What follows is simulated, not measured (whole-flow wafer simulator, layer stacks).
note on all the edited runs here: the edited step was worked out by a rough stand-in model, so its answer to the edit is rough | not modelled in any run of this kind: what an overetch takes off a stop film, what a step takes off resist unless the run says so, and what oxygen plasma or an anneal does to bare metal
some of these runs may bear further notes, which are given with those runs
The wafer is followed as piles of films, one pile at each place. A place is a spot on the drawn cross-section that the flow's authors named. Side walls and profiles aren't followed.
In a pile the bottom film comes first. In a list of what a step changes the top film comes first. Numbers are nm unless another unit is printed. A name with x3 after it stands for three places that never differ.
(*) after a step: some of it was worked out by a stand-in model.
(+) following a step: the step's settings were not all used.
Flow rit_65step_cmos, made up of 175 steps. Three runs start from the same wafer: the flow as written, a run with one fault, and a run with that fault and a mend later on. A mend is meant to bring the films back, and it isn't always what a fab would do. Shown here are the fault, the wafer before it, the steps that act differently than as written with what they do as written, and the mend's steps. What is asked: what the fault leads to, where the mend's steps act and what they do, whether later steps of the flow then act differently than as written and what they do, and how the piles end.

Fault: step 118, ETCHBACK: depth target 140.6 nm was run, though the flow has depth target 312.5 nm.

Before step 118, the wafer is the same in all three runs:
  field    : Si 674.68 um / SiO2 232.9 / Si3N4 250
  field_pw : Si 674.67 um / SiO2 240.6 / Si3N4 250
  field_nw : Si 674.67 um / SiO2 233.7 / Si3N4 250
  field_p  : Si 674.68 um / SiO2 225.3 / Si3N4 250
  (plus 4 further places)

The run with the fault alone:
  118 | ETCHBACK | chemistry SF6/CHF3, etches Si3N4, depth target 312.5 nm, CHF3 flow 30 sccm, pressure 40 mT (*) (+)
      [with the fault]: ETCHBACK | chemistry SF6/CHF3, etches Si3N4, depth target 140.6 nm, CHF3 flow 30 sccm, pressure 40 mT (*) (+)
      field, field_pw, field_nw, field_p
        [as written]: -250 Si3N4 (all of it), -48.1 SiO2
        [with the fault]: -140.6 Si3N4
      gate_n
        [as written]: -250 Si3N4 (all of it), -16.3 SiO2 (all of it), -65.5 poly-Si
        [with the fault]: -140.6 Si3N4
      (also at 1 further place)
  Later steps of the flow acting differently than as written (4 other steps are not shown; they differ only slightly, by no more than 2% or 0.5 nm, whichever is larger):
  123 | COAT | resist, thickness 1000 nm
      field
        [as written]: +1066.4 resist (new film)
        [with the fault]: +1044.1 resist (new film)
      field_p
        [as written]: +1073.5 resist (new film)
        [with the fault]: +1051.2 resist (new film)
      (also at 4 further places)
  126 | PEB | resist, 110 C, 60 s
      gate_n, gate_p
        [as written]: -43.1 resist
        [with the fault]: -40.1 resist
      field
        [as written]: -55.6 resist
        [with the fault]: -54.3 resist
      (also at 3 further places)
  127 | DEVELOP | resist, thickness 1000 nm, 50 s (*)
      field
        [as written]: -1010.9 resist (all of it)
        [with the fault]: -989.9 resist (all of it)
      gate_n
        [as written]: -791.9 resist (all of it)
        [with the fault]: -739.2 resist (all of it)
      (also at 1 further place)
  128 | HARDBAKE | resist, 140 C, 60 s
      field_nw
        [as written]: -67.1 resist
        [with the fault]: -65.7 resist
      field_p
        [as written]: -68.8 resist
        [with the fault]: -67.2 resist
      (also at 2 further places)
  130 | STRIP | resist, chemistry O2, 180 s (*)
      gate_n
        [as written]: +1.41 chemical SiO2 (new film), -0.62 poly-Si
        [with the fault]: nothing
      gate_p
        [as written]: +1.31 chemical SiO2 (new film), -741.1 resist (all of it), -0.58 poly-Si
        [with the fault]: -691.6 resist (all of it)
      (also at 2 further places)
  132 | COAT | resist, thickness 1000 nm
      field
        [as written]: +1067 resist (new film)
        [with the fault]: +1044.1 resist (new film)
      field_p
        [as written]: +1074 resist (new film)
        [with the fault]: +1051.2 resist (new film)
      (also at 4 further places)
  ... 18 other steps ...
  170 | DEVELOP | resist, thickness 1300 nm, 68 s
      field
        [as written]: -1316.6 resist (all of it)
        [with the fault]: -1271.6 resist (all of it)
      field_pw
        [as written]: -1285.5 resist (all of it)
        [with the fault]: -1259.5 resist (all of it)
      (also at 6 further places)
  By the end, the piles at field, field_pw, field_nw, field_p, gate_n, gate_p, spacer, spacer_p depart from the flow's by more than 2% or 0.5 nm, whichever is larger.
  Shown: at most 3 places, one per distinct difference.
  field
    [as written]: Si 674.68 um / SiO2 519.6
    [with the fault]: Si 674.68 um / SiO2 232.9 / Si3N4 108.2 / SiO2 363.4
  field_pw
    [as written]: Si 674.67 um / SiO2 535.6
    [with the fault]: Si 674.67 um / SiO2 240.6 / Si3N4 108.2 / SiO2 363.4
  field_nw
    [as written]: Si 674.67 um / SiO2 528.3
    [with the fault]: Si 674.67 um / SiO2 233.7 / Si3N4 108.2 / SiO2 363.4

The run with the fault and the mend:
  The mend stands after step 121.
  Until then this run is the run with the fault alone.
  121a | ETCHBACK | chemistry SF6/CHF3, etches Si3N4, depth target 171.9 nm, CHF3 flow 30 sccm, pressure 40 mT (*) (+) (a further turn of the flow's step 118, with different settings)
      field, field_pw, field_nw, field_p
        -109.4 Si3N4 (all of it), -48.1 SiO2
      active_n, sd_n, contact, m1
        -109.4 Si3N4 (all of it), -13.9 SiO2 (all of it)
      active_p, sd_p
        -109.4 Si3N4 (all of it), -13.4 SiO2 (all of it)
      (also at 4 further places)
  Every later step of the flow that is run acts as written at every place that is followed.
  The piles end the same as the flow's at every place that both follow.
